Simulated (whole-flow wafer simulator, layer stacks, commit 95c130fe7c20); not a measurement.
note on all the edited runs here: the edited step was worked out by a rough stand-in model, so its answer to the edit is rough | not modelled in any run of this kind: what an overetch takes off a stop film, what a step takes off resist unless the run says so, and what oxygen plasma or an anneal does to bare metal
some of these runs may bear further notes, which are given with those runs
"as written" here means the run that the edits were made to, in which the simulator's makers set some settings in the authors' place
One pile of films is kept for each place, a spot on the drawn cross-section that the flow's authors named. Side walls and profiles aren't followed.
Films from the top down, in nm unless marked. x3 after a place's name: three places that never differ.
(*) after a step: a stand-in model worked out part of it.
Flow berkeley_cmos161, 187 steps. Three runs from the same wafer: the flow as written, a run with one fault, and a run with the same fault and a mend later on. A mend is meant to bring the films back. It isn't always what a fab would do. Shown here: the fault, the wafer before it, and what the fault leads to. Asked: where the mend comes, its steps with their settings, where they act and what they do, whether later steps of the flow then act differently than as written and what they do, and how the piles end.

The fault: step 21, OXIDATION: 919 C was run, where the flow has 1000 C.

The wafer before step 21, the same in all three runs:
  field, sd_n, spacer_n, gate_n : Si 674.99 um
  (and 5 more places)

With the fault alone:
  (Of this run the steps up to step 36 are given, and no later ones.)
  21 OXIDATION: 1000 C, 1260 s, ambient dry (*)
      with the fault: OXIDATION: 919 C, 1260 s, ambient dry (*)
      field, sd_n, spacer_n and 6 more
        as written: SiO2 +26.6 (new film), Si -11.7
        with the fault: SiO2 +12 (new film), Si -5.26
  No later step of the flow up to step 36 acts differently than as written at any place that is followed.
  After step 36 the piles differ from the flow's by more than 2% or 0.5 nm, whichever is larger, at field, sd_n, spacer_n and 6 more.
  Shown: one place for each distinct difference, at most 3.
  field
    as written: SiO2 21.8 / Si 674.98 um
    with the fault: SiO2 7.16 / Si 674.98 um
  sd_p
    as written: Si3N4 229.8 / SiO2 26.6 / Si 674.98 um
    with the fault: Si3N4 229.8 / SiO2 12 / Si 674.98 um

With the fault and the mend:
  The mend comes after step 22.
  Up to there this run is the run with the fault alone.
  22a OXIDATION: 1000 C, 822 s, ambient dry (*) (the flow's step 21 once more, with other settings)
      field, sd_n, spacer_n and 6 more
        SiO2 +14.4, Si -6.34
  No later step of the flow acts differently than as written, at any place that is followed, by more than 2% or 0.5 nm, whichever is larger.
  At the end the piles differ from the flow's only slightly at the places that both follow, by at most 2% or 0.5 nm, whichever is larger.
